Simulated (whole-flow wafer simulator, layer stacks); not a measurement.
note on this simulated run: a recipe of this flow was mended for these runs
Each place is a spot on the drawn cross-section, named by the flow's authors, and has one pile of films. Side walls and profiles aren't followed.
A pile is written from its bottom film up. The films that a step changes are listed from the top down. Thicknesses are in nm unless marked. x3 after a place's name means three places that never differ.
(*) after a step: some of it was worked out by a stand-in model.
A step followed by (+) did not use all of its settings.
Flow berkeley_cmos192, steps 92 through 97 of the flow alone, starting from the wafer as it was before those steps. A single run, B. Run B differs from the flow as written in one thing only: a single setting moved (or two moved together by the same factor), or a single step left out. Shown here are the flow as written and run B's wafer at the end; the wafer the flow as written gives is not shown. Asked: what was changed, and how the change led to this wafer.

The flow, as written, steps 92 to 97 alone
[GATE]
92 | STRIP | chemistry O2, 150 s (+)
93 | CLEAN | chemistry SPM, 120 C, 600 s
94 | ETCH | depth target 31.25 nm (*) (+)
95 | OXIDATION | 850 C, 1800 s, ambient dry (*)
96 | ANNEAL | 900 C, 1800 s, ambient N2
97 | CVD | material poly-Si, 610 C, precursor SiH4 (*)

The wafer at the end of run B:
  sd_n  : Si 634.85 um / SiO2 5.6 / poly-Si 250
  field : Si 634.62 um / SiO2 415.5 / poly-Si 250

The reason: step 95, OXIDATION: 1080 s was run, while the flow as written has 1800 s.

Step by step, how the change led to this:
  95 | OXIDATION | 850 C, 1800 s, ambient dry (*)
      sd_n, spacer_n, gate, sd_p, spacer_p x2, contact, m1: SiO2 gains 5.6 (new film), Si loses 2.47 (it would be, as written: SiO2 gains 7.48 (new film), Si loses 3.29)
